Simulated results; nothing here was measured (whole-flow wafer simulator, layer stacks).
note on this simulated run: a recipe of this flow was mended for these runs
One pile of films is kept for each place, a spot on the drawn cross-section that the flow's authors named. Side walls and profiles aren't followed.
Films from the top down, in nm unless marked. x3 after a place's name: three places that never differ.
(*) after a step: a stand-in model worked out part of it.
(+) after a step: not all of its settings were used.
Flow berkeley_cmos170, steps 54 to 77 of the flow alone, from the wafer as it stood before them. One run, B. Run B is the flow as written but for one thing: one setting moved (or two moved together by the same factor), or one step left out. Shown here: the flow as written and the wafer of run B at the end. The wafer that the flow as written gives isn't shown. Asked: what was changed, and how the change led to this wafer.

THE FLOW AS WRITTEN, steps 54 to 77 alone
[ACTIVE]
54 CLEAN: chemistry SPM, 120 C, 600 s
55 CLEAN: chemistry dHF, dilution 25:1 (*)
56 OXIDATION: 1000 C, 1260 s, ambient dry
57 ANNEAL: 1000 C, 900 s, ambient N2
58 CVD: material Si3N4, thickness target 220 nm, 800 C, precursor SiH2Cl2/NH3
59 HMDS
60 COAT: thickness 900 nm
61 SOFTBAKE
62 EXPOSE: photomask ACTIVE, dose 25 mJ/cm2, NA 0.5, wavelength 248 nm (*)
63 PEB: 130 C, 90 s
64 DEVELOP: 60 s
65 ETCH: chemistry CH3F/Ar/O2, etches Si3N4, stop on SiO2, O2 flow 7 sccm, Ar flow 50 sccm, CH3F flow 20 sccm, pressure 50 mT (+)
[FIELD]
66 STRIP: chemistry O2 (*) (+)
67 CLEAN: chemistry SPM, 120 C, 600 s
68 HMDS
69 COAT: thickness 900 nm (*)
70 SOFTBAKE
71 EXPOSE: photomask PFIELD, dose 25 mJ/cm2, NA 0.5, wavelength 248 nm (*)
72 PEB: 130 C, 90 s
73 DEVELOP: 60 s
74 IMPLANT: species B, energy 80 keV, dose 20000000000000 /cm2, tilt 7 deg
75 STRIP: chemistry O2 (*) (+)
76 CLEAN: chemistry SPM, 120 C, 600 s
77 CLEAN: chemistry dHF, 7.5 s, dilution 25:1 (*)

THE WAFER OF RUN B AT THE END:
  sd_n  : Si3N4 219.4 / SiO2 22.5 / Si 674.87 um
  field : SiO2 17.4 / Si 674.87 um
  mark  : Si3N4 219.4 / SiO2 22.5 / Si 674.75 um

The cause: step 56, OXIDATION: 984 C was run, where the flow has 1000 C.

How the change led to this, step by step:
  56 OXIDATION: 1000 C, 1260 s, ambient dry
      field, mark, sd_n and 10 more: SiO2 +22.5 (new film), Si -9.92 (as written it would be: SiO2 +26.6 (new film), Si -11.7)
